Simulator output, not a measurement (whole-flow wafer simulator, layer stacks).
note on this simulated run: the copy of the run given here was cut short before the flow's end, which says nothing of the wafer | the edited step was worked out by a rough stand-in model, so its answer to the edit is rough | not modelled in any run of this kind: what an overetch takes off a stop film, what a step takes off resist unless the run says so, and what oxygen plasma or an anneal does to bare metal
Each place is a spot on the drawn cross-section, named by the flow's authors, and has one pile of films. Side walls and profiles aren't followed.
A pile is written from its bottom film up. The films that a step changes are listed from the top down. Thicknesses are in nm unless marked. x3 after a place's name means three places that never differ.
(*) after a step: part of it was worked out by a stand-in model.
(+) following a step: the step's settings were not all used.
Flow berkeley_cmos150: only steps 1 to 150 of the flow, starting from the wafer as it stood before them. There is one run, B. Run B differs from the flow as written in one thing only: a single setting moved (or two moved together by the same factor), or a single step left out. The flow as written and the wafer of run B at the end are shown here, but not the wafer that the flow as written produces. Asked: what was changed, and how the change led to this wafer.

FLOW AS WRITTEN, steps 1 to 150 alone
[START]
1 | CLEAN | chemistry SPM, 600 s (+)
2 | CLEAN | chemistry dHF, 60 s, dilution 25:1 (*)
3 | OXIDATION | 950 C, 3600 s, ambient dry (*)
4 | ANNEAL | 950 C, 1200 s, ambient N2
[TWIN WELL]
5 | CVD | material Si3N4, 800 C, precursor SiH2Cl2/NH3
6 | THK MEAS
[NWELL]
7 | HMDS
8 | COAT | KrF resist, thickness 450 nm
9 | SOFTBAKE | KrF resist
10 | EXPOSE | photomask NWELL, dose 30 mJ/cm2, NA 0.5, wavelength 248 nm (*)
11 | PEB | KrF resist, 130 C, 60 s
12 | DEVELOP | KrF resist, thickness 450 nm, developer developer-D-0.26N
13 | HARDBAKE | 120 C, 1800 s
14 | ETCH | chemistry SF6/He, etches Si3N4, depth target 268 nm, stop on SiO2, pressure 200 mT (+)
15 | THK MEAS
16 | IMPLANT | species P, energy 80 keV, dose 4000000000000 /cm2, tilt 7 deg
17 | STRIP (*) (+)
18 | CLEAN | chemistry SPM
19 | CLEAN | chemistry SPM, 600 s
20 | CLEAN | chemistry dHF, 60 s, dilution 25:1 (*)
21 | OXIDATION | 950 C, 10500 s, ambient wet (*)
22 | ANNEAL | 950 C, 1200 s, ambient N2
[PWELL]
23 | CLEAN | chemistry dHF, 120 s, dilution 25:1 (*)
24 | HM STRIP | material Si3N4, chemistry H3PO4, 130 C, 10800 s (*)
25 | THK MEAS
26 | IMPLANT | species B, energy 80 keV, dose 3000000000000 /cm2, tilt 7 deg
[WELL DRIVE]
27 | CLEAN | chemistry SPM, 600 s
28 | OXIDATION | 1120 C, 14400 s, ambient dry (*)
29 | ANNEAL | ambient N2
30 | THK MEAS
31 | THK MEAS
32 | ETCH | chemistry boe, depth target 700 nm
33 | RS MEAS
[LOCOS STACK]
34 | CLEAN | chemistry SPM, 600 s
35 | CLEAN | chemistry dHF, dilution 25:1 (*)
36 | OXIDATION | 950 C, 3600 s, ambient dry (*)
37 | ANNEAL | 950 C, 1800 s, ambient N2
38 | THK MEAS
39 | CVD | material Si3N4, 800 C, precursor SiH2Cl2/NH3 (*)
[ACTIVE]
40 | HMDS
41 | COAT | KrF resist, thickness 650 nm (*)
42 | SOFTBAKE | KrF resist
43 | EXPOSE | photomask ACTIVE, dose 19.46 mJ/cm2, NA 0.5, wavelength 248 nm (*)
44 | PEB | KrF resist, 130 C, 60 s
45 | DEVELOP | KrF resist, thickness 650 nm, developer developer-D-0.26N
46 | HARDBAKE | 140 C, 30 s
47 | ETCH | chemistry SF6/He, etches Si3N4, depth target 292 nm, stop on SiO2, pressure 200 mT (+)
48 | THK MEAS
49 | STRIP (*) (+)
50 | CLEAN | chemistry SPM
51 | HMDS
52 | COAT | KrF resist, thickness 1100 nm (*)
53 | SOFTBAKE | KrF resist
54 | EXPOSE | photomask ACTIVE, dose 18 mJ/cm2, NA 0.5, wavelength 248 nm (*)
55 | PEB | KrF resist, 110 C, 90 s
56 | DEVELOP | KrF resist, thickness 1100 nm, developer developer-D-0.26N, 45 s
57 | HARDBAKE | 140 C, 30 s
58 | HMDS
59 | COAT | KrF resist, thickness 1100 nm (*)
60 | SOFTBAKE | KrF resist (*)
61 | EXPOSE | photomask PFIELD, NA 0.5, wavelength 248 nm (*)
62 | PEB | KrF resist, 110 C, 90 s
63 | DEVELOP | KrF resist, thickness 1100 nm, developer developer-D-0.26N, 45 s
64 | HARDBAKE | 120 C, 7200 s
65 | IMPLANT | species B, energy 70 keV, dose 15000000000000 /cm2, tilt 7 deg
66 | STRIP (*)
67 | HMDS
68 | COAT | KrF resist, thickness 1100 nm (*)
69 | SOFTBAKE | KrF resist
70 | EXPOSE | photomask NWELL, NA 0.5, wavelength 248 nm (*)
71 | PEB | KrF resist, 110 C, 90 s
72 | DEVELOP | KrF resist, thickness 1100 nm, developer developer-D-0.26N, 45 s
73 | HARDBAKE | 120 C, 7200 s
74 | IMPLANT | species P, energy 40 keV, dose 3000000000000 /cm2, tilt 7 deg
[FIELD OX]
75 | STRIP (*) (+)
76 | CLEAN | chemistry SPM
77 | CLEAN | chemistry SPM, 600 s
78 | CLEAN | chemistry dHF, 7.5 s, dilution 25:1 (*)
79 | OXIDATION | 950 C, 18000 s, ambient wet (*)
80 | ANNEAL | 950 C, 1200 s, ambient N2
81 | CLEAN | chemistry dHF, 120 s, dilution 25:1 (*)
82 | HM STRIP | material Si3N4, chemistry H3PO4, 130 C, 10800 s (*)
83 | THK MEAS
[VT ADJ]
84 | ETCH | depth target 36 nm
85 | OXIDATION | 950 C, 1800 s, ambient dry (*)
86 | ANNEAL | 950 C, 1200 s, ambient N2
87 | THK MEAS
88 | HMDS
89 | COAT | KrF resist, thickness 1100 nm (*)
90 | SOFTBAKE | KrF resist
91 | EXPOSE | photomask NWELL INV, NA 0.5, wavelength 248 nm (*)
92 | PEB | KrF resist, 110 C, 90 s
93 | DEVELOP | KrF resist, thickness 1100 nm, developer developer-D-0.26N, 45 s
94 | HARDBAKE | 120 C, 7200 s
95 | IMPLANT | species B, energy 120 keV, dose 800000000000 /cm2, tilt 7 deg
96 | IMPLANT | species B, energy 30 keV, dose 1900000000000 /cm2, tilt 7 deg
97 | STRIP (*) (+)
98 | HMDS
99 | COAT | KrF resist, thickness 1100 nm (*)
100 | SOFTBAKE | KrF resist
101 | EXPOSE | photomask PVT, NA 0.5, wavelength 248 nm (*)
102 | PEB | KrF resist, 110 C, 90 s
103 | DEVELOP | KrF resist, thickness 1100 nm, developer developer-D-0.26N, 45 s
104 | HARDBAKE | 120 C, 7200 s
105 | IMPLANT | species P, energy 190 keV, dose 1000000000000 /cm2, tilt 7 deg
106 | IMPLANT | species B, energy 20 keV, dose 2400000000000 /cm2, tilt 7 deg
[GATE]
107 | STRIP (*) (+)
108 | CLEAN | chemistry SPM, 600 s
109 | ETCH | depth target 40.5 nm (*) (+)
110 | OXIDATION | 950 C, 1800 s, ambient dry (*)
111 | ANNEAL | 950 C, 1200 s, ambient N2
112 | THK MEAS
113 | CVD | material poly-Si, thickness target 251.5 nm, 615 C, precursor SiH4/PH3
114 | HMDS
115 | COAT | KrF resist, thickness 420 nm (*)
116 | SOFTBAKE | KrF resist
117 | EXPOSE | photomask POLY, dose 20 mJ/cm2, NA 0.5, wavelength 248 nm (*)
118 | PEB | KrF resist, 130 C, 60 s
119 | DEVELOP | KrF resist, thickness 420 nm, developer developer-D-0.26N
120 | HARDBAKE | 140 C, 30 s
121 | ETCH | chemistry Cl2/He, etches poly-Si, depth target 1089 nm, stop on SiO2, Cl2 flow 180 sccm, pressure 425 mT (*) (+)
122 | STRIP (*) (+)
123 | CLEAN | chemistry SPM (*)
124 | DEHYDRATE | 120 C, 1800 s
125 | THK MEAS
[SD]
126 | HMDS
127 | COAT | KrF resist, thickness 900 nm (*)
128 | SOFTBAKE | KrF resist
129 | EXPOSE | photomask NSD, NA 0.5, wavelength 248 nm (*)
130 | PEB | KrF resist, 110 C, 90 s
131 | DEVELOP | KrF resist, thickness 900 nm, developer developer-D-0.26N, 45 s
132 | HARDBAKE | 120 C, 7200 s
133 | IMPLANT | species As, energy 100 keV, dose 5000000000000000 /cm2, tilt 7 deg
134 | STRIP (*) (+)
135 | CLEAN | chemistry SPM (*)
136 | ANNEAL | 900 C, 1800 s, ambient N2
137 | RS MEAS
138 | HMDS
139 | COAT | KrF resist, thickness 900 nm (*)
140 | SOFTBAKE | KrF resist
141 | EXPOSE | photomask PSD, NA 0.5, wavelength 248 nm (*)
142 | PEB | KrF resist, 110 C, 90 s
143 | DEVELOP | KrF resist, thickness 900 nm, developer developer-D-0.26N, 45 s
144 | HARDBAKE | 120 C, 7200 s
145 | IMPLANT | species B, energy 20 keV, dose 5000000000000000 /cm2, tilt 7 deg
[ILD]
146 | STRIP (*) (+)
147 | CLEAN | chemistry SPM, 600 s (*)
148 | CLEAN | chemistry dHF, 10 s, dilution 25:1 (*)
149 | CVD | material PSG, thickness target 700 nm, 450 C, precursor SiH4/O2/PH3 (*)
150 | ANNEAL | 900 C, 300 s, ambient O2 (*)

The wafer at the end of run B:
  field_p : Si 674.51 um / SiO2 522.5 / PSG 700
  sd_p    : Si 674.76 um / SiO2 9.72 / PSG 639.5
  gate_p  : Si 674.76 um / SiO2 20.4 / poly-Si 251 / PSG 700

What caused this: step 21, OXIDATION: 6300 s was run, whereas the flow has 10500 s.

How this came from the change, step by step:
  21 | OXIDATION | 950 C, 10500 s, ambient wet (*)
      field, sd_n, gate_n, contact, m1: +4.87 SiO2 (new film), -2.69 Si3N4 (as written it would have been: +7.45 SiO2 (new film), -4.11 Si3N4)
      field_p, sd_p, gate_p: +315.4 SiO2, -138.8 Si (as written it would have been: +461.2 SiO2, -202.9 Si)
  23 | CLEAN | chemistry dHF, 120 s, dilution 25:1 (*)
      field, sd_n, gate_n, contact, m1: -4.87 SiO2 (all of it), -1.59 Si3N4 (as written it would have been: -7.45 SiO2 (all of it), -1.36 Si3N4)
  28 | OXIDATION | 1120 C, 14400 s, ambient dry (*)
      field_p, sd_p, gate_p: +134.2 SiO2, -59 Si (as written it would have been: +103.6 SiO2, -45.6 Si)
  32 | ETCH | chemistry boe, depth target 700 nm
      field_p, sd_p, gate_p: -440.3 SiO2 (all of it) (as written it would have been: -555.5 SiO2 (all of it))
  41 | COAT | KrF resist, thickness 650 nm (*)
      field: +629 KrF resist (new film) (as written it would have been: +646.4 KrF resist (new film))
      field_p: +690.5 KrF resist (new film) (as written it would have been: +715.2 KrF resist (new film))
      (as well as at 2 more places)
  45 | DEVELOP | KrF resist, thickness 650 nm, developer developer-D-0.26N
      field: -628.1 KrF resist (all of it) (as written it would have been: -645.4 KrF resist (all of it))
      field_p: -689.4 KrF resist (all of it) (as written it would have been: -714.1 KrF resist (all of it))
  46 | HARDBAKE | 140 C, 30 s
      sd_p: -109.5 KrF resist (as written it would have been: -112.2 KrF resist)
      gate_p: -109 KrF resist (as written it would have been: -111.5 KrF resist)
  49 | STRIP (*) (+)
      sd_p: -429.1 KrF resist (all of it) (as written it would have been: -442.9 KrF resist (all of it))
      gate_p: -426.8 KrF resist (all of it) (as written it would have been: -439.2 KrF resist (all of it))
  52 | COAT | KrF resist, thickness 1100 nm (*)
      field_p: +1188 KrF resist (new film) (as written it would have been: +1219.5 KrF resist (new film))
      sd_p: +1086.1 KrF resist (new film) (as written it would have been: +1111.6 KrF resist (new film))
      (as well as at 1 more place)
  56 | DEVELOP | KrF resist, thickness 1100 nm, developer developer-D-0.26N, 45 s
      field_p: -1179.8 KrF resist (all of it) (as written it would have been: -1211 KrF resist (all of it))
  57 | HARDBAKE | 140 C, 30 s
      sd_p: -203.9 KrF resist (as written it would have been: -208.8 KrF resist)
      gate_p: -204.9 KrF resist (as written it would have been: -209.5 KrF resist)
  59 | COAT | KrF resist, thickness 1100 nm (*)
      field_p: +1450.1 KrF resist (new film) (as written it would have been: +1484.3 KrF resist (new film))
  64 | HARDBAKE | 120 C, 7200 s
      field_p: -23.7 KrF resist (as written it would have been: -24.4 KrF resist)
  66 | STRIP (*)
      field_p: -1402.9 KrF resist (all of it) (as written it would have been: -1436.3 KrF resist (all of it))
      sd_p: -1493.8 KrF resist (all of it) (as written it would have been: -1525.1 KrF resist (all of it))
  68 | COAT | KrF resist, thickness 1100 nm (*)
      field_p: +1188 KrF resist (new film) (as written it would have been: +1219.5 KrF resist (new film))
      sd_p: +1086.1 KrF resist (new film) (as written it would have been: +1111.6 KrF resist (new film))
      (as well as at 1 more place)
  72 | DEVELOP | KrF resist, thickness 1100 nm, developer developer-D-0.26N, 45 s
      field_p: -1179.8 KrF resist (all of it) (as written it would have been: -1211 KrF resist (all of it))
      sd_p: -1078.6 KrF resist (all of it) (as written it would have been: -1103.9 KrF resist (all of it))
      (as well as at 1 more place)
  ... 14 further steps ...
  146 | STRIP (*) (+)
      field_p: -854 KrF resist (all of it) (as written it would have been: -882.7 KrF resist (all of it))
